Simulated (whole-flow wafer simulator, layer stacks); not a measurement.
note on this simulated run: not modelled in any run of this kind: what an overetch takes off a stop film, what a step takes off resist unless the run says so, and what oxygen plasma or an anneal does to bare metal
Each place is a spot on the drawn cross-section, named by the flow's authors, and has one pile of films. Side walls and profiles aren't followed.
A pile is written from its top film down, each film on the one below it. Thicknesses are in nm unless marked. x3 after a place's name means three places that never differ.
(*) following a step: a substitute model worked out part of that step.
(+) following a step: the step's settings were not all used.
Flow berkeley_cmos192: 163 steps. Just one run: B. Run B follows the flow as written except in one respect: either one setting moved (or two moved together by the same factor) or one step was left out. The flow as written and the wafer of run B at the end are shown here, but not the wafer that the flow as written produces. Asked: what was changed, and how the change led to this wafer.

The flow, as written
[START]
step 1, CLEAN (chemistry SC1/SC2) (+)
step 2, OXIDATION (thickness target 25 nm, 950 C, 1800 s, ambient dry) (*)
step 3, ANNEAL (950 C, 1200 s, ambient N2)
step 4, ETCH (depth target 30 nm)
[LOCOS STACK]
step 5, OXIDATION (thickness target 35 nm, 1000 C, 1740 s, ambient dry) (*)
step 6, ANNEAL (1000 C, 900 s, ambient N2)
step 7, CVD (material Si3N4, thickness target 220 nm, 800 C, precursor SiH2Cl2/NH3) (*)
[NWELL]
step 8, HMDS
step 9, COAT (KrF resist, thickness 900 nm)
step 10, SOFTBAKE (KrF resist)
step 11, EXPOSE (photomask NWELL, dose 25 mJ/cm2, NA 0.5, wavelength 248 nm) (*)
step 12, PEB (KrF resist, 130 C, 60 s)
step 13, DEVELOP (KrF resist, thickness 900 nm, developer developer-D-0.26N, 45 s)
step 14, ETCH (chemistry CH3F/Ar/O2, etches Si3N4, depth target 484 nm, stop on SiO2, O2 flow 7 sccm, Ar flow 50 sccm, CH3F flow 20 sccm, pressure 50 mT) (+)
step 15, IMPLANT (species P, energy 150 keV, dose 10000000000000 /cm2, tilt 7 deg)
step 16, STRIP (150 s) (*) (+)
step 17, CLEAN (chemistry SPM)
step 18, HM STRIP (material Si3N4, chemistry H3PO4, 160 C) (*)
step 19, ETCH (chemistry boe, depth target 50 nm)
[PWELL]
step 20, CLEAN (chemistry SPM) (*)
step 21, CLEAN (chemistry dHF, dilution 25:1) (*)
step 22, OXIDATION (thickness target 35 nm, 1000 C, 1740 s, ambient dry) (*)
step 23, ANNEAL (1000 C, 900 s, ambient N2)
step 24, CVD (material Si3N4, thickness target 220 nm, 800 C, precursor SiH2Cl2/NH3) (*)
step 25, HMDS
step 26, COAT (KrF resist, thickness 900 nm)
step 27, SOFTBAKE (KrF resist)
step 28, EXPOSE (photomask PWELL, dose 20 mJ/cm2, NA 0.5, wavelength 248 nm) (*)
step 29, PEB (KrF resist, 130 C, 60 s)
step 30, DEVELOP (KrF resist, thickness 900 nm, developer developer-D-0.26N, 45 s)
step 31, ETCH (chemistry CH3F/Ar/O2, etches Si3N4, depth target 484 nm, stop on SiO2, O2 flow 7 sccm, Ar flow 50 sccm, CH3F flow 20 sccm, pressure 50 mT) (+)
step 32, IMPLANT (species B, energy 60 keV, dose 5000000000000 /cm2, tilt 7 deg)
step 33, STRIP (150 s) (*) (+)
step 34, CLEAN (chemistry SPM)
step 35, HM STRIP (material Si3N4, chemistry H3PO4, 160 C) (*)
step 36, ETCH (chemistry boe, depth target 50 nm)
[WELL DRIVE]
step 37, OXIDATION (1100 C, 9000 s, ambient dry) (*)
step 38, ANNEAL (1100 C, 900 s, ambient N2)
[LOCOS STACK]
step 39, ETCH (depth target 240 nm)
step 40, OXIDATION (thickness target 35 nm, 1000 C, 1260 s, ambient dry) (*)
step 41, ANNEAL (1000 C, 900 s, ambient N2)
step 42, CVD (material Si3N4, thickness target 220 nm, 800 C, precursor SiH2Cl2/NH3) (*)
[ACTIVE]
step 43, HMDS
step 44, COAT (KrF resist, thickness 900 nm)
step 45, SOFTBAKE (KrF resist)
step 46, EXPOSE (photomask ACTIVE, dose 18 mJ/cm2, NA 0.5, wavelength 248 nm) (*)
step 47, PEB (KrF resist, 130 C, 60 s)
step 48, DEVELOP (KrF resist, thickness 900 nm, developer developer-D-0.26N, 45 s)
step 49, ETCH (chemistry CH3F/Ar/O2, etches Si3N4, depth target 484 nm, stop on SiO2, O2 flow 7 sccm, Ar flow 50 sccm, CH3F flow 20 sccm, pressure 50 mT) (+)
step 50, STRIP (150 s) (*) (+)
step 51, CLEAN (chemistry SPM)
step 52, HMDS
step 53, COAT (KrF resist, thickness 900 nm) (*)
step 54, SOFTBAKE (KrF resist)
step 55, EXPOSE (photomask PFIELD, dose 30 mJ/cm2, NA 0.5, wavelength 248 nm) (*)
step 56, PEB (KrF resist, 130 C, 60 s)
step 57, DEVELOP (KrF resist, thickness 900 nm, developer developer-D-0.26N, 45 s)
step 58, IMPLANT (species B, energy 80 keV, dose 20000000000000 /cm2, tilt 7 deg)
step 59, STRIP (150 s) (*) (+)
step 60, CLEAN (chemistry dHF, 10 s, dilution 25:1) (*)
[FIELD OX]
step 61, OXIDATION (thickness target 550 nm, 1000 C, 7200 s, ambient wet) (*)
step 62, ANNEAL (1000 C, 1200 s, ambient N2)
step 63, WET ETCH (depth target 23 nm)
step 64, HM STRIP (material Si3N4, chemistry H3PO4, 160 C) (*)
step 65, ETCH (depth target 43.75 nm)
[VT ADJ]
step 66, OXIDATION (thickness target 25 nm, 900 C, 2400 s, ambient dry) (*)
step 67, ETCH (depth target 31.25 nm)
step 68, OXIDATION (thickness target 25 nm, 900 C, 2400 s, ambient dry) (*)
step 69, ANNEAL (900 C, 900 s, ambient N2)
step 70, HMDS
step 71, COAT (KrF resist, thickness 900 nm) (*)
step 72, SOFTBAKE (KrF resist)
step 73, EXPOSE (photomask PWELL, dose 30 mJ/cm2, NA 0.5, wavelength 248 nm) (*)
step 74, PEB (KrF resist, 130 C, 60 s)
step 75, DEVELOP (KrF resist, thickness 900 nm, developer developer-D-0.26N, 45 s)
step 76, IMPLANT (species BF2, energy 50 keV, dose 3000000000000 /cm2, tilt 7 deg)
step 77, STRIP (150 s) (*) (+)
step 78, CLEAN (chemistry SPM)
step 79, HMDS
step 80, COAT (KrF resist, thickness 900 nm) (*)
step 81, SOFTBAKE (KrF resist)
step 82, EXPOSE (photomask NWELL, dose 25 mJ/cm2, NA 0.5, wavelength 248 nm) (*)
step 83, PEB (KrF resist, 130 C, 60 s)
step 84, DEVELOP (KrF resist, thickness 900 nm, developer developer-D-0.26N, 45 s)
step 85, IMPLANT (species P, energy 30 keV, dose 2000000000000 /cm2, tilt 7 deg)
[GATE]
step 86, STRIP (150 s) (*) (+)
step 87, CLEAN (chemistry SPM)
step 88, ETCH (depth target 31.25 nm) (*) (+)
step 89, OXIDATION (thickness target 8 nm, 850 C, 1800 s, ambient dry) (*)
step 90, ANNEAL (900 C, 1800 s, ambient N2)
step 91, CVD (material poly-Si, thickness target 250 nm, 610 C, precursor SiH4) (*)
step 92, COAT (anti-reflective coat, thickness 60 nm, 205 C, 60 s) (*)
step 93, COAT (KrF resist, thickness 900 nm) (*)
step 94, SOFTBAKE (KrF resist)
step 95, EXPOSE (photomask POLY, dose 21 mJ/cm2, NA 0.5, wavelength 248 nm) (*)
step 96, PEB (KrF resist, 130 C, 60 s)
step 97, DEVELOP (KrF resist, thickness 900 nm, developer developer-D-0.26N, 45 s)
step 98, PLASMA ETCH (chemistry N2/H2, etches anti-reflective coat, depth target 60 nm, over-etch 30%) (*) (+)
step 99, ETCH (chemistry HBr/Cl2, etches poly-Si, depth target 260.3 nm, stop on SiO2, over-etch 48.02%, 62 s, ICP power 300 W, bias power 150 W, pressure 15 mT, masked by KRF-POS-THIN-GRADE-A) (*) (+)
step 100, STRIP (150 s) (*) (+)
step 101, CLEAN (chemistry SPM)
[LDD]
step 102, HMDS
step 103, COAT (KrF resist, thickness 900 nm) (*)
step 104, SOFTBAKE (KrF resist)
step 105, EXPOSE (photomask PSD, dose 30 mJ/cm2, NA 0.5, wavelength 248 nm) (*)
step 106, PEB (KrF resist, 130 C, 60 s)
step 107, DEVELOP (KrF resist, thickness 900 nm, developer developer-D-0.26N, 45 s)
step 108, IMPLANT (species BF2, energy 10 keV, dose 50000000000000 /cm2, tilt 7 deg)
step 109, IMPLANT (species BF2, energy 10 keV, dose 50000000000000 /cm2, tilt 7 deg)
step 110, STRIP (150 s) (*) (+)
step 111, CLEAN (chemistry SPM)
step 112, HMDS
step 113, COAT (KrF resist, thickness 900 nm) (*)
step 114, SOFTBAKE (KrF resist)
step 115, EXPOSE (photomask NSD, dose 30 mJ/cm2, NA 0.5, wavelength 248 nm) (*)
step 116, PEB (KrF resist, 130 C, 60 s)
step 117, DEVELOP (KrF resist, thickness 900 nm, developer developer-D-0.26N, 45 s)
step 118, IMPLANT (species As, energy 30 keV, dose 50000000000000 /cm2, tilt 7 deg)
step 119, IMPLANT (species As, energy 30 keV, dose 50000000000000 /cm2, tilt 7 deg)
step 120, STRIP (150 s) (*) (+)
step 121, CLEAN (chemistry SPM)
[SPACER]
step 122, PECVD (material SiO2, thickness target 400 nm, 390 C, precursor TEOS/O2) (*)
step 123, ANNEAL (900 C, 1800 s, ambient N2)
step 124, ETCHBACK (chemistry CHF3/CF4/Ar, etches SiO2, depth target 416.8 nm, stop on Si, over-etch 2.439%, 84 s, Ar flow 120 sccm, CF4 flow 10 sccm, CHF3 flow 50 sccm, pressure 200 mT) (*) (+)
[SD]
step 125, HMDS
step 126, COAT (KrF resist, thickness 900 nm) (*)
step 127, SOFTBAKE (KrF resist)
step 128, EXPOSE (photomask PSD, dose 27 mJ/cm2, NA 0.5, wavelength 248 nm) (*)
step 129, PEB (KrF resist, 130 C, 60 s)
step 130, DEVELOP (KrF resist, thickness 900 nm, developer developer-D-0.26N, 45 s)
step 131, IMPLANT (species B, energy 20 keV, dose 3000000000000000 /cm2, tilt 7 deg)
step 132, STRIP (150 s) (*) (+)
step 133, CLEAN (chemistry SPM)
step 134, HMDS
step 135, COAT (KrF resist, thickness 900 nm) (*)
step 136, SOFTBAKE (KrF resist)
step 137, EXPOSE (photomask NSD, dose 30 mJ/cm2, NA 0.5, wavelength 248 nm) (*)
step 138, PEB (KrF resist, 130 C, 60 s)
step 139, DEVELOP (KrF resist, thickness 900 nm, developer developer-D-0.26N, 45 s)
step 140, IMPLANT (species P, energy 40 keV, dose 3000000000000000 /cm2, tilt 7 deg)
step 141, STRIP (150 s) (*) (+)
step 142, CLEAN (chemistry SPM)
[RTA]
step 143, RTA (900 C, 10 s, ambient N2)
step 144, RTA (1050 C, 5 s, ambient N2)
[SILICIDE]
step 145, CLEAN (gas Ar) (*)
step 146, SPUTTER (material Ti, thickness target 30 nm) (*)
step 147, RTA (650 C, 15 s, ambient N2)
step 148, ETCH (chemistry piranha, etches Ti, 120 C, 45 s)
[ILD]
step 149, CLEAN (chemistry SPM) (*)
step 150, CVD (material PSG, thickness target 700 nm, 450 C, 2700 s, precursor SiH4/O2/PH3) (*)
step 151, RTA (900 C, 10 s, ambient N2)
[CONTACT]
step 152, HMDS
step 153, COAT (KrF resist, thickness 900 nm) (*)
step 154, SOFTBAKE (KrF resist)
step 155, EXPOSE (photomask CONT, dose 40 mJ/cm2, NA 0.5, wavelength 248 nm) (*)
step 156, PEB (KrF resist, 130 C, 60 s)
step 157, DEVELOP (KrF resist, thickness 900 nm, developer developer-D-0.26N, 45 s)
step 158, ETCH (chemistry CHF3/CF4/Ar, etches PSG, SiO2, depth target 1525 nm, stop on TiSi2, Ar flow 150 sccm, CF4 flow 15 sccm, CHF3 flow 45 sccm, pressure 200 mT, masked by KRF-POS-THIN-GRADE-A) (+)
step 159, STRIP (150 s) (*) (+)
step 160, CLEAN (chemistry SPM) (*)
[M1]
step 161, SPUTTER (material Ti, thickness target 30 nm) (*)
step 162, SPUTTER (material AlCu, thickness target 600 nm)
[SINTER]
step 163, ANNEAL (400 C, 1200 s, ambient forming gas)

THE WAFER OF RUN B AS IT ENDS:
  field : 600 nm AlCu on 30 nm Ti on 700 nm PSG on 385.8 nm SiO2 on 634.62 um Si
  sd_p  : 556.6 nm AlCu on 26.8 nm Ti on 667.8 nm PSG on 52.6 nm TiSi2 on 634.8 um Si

What caused this: step 67, ETCH: depth target 40.63 nm was run, while the flow as written has depth target 31.25 nm.

The path from the change to this, step by step:
  step 67, ETCH (depth target 31.25 nm)
      field: -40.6 SiO2 (it would be, as written: -31.2 SiO2)
  step 92, COAT (anti-reflective coat, thickness 60 nm, 205 C, 60 s) (*)
      sd_n: +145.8 anti-reflective coat (new film) (it would be, as written: +152.4 anti-reflective coat (new film))
      spacer_n: +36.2 anti-reflective coat (new film) (it would be, as written: +33.8 anti-reflective coat (new film))
      (also at 4 further places)
  step 98, PLASMA ETCH (chemistry N2/H2, etches anti-reflective coat, depth target 60 nm, over-etch 30%) (*) (+)
      sd_n: -145.8 anti-reflective coat (all of it), -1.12 poly-Si (it would be, as written: -152.4 anti-reflective coat (all of it), -1.17 poly-Si)
      spacer_n: -36.2 anti-reflective coat (all of it), -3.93 poly-Si (it would be, as written: -33.8 anti-reflective coat (all of it), -4.21 poly-Si)
      (also at 2 further places)
  step 100, STRIP (150 s) (*) (+)
      gate: +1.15 chemical SiO2 (new film), -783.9 KrF resist (all of it), -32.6 anti-reflective coat (all of it), -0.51 poly-Si (it would be, as written: +1.15 chemical SiO2 (new film), -791.8 KrF resist (all of it), -30 anti-reflective coat (all of it), -0.51 poly-Si)
      gate_p: +1.15 chemical SiO2 (new film), -759.8 KrF resist (all of it), -32.9 anti-reflective coat (all of it), -0.51 poly-Si (it would be, as written: +1.15 chemical SiO2 (new film), -765.1 KrF resist (all of it), -31 anti-reflective coat (all of it), -0.51 poly-Si)
